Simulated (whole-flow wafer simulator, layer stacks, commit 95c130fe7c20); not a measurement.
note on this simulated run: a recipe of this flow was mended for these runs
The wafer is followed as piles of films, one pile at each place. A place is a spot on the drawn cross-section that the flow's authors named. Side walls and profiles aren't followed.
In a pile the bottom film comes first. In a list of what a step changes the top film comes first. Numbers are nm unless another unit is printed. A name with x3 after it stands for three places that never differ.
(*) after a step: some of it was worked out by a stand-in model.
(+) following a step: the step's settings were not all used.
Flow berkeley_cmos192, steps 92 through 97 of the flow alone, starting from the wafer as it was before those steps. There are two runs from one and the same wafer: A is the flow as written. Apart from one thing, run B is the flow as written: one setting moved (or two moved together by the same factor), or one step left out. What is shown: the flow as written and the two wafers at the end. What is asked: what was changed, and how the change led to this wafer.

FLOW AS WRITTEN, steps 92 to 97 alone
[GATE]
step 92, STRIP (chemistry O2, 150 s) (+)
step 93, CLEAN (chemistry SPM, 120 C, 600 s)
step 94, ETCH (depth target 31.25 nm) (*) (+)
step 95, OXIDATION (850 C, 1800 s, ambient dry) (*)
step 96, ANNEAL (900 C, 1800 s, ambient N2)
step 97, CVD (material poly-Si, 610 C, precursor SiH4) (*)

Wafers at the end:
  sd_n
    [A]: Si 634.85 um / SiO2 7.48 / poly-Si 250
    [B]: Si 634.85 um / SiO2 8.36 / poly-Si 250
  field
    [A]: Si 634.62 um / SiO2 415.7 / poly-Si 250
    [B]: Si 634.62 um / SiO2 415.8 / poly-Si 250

The reason: step 95, OXIDATION: 2160 s was run, whereas the flow has 1800 s.

How this came from the change, step by step:
  step 95, OXIDATION (850 C, 1800 s, ambient dry) (*)
      sd_n, spacer_n, gate, sd_p, spacer_p x2, contact, m1: A SiO2 gains 7.48 (new film), Si loses 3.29 | B SiO2 gains 8.36 (new film), Si loses 3.68
